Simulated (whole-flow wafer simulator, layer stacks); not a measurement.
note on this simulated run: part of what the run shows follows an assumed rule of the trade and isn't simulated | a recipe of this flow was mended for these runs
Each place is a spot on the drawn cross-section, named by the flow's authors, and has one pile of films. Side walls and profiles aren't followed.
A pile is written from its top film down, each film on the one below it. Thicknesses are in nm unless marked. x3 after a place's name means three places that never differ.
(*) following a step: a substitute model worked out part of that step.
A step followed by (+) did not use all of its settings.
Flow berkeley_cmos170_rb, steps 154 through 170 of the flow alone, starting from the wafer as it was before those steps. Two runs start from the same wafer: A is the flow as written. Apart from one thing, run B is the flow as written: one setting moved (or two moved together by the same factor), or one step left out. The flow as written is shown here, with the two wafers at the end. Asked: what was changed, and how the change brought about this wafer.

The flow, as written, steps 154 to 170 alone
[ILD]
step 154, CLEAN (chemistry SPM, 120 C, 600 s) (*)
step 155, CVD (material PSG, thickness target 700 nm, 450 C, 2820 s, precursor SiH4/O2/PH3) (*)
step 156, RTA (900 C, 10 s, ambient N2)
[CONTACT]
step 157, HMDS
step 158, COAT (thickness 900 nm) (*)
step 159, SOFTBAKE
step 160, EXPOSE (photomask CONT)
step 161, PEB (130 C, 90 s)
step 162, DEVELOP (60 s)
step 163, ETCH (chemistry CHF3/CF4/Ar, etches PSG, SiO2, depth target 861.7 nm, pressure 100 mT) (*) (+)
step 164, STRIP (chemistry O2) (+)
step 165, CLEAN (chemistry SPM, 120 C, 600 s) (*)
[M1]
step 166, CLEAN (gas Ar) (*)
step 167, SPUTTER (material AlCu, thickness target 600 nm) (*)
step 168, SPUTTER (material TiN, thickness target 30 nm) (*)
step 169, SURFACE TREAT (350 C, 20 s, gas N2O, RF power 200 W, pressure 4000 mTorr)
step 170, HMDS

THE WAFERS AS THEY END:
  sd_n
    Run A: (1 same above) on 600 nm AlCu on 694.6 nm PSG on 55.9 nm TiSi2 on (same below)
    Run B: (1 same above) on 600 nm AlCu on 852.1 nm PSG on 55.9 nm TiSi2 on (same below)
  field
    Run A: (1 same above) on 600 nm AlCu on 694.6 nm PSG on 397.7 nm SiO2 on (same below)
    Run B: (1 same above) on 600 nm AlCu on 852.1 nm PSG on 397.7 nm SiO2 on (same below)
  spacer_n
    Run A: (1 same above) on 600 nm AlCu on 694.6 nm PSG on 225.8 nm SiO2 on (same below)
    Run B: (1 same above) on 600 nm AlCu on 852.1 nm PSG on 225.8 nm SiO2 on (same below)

What caused this: step 155, CVD: thickness target 857.5 nm was run, whereas the flow has thickness target 700 nm; step 155, CVD: 3455 s was run, where the flow has 2820 s.

Step by step, how the change led to this:
  step 155, CVD (material PSG, thickness target 700 nm, 450 C, 2820 s, precursor SiH4/O2/PH3) (*)
      field, sd_n, spacer_n, gate, spacer_p, gate_p, contact, m1: A +700 PSG (new film) | B +857.5 PSG (new film)
      sd_p: A +664.1 PSG (new film) | B +810.5 PSG (new film)
  step 163, ETCH (chemistry CHF3/CF4/Ar, etches PSG, SiO2, depth target 861.7 nm, pressure 100 mT) (*) (+)
      contact: A -700 PSG (all of it), -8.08 TiSi2 | B -857.5 PSG (all of it), -0.21 TiSi2
  step 167, SPUTTER (material AlCu, thickness target 600 nm) (*)
      contact: A +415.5 AlCu (new film) | B +380.6 AlCu (new film)
  step 168, SPUTTER (material TiN, thickness target 30 nm) (*)
      contact: A +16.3 TiN (new film) | B +14.4 TiN (new film)
